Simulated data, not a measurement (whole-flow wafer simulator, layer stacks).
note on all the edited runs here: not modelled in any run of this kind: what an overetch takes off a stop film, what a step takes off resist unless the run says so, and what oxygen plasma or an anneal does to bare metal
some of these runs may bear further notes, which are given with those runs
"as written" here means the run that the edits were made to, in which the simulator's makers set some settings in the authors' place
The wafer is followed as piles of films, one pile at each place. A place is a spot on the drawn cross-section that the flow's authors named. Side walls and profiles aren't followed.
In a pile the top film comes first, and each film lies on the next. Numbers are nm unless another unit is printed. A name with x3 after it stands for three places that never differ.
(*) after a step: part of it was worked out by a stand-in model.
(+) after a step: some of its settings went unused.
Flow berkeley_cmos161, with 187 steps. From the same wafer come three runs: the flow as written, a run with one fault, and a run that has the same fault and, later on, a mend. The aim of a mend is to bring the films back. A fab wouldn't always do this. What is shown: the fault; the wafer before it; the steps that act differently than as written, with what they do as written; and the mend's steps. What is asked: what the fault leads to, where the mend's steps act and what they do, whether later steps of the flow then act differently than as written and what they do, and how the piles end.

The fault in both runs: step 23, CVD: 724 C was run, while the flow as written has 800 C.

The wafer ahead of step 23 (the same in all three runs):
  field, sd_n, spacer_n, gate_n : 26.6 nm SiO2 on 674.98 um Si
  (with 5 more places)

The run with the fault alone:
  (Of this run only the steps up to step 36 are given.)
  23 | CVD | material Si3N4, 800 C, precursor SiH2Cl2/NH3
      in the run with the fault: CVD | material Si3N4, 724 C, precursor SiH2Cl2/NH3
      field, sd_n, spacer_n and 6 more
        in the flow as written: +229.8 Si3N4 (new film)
        in the run with the fault: +74.6 Si3N4 (new film)
  Later steps of the flow acting differently than as written (1 more step, not shown, differs only slightly: by at most 2% or 0.5 nm, whichever is larger):
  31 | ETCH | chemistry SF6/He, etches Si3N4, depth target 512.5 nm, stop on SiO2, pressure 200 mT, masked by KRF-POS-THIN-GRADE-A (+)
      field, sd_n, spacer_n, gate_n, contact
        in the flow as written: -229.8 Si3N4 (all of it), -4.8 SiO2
        in the run with the fault: -74.6 Si3N4 (all of it), -4.8 SiO2
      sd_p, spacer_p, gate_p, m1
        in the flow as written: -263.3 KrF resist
        in the run with the fault: -94.6 KrF resist
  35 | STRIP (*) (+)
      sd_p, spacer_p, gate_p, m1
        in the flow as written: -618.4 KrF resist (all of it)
        in the run with the fault: -786.9 KrF resist (all of it)
  After step 36, at sd_p, spacer_p, gate_p, m1, the piles differ from the flow's by more than 2% or 0.5 nm, whichever is larger.
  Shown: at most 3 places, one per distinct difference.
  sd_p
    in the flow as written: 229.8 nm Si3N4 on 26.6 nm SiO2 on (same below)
    in the run with the fault: 74.6 nm Si3N4 on 26.6 nm SiO2 on (same below)

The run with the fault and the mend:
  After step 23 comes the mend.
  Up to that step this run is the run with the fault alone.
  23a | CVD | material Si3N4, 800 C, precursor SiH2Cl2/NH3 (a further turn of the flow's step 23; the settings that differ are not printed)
      field, sd_n, spacer_n and 6 more
        +155.2 Si3N4
  Every later step of the flow that is run acts as written at every place that is followed.
  At every place that both follow, the piles at the end match the flow's.
